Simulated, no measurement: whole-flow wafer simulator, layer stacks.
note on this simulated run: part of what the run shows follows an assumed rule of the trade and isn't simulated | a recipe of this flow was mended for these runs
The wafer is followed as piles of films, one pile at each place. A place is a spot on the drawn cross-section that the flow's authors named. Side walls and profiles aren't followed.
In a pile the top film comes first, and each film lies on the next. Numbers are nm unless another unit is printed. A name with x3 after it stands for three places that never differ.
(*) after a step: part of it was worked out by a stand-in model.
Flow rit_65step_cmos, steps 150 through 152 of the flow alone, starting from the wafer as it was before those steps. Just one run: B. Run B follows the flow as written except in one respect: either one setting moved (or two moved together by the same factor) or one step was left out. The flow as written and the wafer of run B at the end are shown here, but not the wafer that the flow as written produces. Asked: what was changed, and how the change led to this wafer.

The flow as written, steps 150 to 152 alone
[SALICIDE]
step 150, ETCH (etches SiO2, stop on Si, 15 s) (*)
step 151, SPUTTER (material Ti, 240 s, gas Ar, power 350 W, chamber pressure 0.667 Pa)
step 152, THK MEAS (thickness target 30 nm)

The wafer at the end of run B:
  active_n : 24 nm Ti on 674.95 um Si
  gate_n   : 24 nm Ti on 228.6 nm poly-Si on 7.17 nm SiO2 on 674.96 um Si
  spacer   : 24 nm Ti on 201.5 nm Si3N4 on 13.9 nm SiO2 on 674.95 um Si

What caused this: step 151, SPUTTER: 192 s was run, while the flow as written has 240 s.

The path from the change to this, step by step:
  step 151, SPUTTER (material Ti, 240 s, gas Ar, power 350 W, chamber pressure 0.667 Pa)
      field, field_pw, field_nw and 11 more: +24 Ti (new film) (it would be, as written: +30 Ti (new film))
